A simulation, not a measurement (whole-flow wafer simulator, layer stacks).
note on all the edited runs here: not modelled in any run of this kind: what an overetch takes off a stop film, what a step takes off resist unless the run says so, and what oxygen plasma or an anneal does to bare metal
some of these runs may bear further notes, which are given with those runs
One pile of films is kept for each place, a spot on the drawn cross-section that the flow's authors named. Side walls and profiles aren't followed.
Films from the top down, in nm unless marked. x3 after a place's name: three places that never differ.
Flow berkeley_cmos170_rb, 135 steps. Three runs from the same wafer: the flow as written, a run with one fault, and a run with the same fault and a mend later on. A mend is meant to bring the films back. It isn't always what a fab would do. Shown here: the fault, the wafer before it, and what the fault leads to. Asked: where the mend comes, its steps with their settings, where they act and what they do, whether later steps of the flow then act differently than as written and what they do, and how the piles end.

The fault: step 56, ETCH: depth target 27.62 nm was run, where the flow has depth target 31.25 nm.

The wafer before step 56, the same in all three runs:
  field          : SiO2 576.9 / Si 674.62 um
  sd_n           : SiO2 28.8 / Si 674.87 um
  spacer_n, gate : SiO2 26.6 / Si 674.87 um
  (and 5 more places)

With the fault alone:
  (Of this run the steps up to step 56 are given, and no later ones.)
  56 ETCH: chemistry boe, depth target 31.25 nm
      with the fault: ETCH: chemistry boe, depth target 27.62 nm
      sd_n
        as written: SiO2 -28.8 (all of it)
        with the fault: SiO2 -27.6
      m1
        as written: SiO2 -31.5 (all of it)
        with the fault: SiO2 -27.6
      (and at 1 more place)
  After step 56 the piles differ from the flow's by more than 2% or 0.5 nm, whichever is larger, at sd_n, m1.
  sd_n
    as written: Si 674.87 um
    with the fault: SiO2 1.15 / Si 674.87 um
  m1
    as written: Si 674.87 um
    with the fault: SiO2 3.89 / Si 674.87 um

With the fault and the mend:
  The mend comes after step 56.
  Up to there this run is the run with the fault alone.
  56a ETCH: chemistry boe, depth target 3.625 nm (the flow's step 56 once more, with other settings)
      field
        SiO2 -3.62
      sd_n
        SiO2 -1.15 (all of it)
      m1
        SiO2 -3.89 (all of it)
  No later step of the flow acts differently than as written, at any place that is followed, by more than 2% or 0.5 nm, whichever is larger.
  At the end the piles are the same as the flow's at every place that both follow.
